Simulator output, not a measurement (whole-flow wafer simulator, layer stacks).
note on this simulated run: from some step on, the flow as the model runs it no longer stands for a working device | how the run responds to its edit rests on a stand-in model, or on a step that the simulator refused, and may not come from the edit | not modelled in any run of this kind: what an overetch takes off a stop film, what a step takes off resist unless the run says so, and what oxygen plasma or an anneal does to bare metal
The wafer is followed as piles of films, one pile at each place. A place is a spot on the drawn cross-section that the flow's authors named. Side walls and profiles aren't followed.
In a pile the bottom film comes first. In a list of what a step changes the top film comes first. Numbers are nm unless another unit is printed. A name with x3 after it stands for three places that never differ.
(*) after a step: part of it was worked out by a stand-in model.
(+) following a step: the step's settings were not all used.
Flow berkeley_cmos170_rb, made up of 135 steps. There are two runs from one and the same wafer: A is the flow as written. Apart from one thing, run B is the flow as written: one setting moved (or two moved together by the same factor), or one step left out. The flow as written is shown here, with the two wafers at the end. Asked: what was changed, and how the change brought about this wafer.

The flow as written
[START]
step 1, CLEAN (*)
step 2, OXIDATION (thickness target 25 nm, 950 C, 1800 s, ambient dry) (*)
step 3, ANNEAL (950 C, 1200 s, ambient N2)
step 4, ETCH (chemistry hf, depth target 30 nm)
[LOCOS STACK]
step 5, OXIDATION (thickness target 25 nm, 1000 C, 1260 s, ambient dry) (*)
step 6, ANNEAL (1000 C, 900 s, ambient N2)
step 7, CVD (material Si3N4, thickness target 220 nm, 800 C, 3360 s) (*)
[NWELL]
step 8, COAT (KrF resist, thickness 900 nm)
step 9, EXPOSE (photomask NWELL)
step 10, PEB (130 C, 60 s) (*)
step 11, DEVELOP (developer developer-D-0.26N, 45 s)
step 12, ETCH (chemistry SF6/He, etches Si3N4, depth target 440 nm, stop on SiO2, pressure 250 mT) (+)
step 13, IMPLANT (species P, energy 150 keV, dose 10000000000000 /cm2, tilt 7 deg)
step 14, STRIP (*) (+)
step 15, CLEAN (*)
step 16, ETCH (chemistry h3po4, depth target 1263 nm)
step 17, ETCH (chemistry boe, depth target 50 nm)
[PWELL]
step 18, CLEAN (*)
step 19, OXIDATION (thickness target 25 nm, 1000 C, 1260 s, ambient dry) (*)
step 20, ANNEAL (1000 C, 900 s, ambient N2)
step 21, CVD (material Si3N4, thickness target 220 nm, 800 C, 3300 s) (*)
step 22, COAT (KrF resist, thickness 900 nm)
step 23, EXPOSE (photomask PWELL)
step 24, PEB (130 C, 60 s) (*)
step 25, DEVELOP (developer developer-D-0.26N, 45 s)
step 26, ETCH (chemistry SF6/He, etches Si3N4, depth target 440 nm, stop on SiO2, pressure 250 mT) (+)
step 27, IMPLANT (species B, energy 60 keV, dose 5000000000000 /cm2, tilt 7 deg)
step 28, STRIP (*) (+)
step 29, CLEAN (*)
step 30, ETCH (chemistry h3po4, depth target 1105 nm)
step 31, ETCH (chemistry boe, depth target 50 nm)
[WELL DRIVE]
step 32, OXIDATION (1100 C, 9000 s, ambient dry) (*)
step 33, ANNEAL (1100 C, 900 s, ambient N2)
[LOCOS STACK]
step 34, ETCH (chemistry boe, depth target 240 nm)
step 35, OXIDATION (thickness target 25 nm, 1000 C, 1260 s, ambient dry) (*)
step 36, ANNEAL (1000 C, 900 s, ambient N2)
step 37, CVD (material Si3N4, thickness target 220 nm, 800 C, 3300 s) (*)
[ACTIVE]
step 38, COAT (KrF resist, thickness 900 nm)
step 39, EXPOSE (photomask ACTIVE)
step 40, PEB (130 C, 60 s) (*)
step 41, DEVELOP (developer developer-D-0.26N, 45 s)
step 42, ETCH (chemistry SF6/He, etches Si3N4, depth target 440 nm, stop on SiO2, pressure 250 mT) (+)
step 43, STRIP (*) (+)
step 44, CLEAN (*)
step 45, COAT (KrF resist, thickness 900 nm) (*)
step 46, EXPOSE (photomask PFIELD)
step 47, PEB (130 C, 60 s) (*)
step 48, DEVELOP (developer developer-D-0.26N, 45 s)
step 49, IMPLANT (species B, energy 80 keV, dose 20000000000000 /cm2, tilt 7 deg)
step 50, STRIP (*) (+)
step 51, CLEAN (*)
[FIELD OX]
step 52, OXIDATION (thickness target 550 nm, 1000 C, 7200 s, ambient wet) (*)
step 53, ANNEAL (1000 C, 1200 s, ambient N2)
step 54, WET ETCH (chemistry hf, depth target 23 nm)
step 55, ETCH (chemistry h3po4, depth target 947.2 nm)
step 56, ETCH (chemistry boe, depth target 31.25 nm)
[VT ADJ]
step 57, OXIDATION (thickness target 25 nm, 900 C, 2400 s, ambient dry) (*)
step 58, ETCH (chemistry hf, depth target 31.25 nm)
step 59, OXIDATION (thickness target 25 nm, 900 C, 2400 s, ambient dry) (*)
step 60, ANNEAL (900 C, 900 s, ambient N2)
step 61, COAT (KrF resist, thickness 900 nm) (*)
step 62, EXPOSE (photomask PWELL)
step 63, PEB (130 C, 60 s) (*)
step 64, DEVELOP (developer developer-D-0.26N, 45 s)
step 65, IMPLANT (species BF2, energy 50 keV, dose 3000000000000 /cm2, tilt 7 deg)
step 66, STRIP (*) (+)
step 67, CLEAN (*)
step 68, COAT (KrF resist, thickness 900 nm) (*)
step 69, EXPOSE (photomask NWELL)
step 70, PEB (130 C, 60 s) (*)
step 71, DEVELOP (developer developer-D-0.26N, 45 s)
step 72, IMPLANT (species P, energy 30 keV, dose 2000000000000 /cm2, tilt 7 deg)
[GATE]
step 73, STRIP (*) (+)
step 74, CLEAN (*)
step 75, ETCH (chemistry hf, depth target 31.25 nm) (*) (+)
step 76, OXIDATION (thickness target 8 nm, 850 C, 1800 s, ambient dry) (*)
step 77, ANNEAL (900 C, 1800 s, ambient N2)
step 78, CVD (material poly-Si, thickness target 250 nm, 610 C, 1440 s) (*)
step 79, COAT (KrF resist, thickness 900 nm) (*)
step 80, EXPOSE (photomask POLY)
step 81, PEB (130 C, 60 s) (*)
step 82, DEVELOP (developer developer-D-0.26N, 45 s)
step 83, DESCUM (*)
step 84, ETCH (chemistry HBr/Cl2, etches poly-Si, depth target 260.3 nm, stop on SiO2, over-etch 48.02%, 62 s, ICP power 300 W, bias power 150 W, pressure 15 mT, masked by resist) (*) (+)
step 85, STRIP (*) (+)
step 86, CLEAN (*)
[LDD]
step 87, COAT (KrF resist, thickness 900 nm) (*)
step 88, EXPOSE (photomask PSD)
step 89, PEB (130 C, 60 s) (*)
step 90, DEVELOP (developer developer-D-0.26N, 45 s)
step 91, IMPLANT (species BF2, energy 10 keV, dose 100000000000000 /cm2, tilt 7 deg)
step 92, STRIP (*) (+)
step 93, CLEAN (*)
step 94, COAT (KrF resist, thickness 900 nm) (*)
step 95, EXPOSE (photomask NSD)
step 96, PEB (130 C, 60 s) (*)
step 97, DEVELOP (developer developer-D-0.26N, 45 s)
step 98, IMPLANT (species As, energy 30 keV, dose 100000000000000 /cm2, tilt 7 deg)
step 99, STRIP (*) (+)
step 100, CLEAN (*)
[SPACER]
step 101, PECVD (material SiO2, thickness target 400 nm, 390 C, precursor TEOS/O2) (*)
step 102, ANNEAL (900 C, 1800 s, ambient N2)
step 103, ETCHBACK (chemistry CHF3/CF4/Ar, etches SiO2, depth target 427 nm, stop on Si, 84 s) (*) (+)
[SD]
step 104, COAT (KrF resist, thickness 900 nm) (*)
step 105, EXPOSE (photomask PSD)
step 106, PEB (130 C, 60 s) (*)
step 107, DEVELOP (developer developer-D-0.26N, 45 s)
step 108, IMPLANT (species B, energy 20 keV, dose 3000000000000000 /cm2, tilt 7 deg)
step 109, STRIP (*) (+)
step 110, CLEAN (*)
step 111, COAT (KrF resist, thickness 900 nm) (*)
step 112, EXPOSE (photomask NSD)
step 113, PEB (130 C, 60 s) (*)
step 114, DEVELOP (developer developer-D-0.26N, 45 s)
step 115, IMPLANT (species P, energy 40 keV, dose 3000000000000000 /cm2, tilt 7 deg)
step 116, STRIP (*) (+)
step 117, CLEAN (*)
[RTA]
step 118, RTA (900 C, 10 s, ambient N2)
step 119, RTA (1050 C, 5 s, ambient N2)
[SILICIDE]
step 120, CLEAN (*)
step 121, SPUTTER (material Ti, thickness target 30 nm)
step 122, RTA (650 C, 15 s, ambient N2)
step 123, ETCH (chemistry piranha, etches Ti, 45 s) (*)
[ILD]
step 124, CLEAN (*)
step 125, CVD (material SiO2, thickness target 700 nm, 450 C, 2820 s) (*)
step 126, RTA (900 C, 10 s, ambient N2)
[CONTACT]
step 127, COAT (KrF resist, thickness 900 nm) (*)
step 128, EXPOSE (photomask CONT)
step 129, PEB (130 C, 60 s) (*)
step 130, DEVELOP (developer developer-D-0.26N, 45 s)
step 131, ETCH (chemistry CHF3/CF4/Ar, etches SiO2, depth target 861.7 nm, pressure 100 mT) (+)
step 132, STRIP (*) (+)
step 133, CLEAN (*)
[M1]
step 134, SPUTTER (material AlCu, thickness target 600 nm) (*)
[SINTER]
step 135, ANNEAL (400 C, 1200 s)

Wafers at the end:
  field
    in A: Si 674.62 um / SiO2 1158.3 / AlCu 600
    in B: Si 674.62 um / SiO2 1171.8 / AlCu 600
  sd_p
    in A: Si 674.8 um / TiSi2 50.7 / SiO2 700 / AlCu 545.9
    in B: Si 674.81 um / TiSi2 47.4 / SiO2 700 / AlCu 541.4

The reason: step 58, ETCH: depth target 17.69 nm was run, whereas the flow has depth target 31.25 nm.

Step by step, how the change led to this:
  step 58, ETCH (chemistry hf, depth target 31.25 nm)
      field: A SiO2 loses 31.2 | B SiO2 loses 17.7
  step 121, SPUTTER (material Ti, thickness target 30 nm)
      sd_p: A Ti gains 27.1 (new film) | B Ti gains 25.4 (new film)
  step 122, RTA (650 C, 15 s, ambient N2)
      sd_p: A Ti loses 21.1, TiSi first gains 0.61 (new film), TiSi2 C49 gains 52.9 (new film), Si loses 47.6 | B Ti loses 19.8, TiSi2 C49 gains 50.3 (new film), Si loses 44.9
  step 126, RTA (900 C, 10 s, ambient N2)
      sd_p: A under 1 film: TiSi2 gains 50.7 (new film), TiSi first loses 0.61 (all of it), TiSi2 C49 loses 52.9 (all of it), Si loses 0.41 | B under 1 film: TiSi2 gains 47.4 (new film), TiSi2 C49 loses 50.3 (all of it)
